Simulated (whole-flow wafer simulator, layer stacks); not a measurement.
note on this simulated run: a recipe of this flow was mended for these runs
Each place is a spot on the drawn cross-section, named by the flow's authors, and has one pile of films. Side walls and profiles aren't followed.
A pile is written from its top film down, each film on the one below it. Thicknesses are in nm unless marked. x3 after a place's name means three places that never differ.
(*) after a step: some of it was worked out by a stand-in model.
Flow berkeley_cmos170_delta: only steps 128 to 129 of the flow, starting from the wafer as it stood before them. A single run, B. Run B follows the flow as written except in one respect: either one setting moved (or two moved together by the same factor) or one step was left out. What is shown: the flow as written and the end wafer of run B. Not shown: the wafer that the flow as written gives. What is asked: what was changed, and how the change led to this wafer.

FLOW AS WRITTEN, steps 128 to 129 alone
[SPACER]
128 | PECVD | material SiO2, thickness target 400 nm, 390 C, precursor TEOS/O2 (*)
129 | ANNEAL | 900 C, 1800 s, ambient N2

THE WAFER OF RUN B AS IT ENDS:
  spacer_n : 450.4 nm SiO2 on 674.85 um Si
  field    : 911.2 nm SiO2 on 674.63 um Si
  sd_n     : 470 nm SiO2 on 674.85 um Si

Cause: step 128, PECVD: thickness target 464 nm was run, whereas the flow has thickness target 400 nm.

How this came from the change, step by step:
  128 | PECVD | material SiO2, thickness target 400 nm, 390 C, precursor TEOS/O2 (*)
      field, sd_n, contact, m1: +464 SiO2 (as written it would have been: +400 SiO2)
      spacer_n, sd_p, spacer_p: +444.7 SiO2 (as written it would have been: +383.7 SiO2)
      (as well as at 2 more places)
